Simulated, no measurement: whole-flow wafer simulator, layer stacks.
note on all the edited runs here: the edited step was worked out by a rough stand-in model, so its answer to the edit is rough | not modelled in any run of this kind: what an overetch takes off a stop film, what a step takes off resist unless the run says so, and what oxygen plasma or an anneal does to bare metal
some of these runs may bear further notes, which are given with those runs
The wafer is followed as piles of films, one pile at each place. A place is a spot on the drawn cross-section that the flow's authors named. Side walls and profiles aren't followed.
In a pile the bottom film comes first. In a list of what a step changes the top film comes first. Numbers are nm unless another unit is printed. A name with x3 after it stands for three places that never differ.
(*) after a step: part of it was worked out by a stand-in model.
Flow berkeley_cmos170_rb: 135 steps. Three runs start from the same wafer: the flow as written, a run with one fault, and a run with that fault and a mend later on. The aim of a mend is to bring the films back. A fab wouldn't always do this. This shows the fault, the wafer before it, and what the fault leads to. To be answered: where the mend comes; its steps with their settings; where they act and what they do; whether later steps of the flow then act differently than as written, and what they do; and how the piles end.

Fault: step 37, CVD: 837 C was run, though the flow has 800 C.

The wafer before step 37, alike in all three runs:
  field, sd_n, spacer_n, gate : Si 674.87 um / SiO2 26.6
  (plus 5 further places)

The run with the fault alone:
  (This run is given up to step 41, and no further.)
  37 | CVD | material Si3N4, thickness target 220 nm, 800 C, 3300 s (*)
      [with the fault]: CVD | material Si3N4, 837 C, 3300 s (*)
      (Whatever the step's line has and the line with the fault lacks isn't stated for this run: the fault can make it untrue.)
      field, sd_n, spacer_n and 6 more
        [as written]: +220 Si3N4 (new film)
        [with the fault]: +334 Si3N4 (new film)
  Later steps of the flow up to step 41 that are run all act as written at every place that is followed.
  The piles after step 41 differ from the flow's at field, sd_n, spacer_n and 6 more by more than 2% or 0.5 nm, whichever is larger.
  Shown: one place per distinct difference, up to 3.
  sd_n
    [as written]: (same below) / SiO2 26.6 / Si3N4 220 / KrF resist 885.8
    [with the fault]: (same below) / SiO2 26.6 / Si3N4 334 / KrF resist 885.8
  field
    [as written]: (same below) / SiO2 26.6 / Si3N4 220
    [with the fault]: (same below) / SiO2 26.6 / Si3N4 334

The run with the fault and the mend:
  After step 37 comes the mend.
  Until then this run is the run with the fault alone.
  37a | ETCH | chemistry h3po4, depth target 114 nm (a further turn of the flow's step 30, with different settings)
      field, sd_n, spacer_n and 6 more
        -114 Si3N4
  Later steps of the flow that are run all act as written at every place that is followed, up to a difference of at most 2% or 0.5 nm, whichever is larger.
  By the end, the piles equal the flow's at every place that both follow.
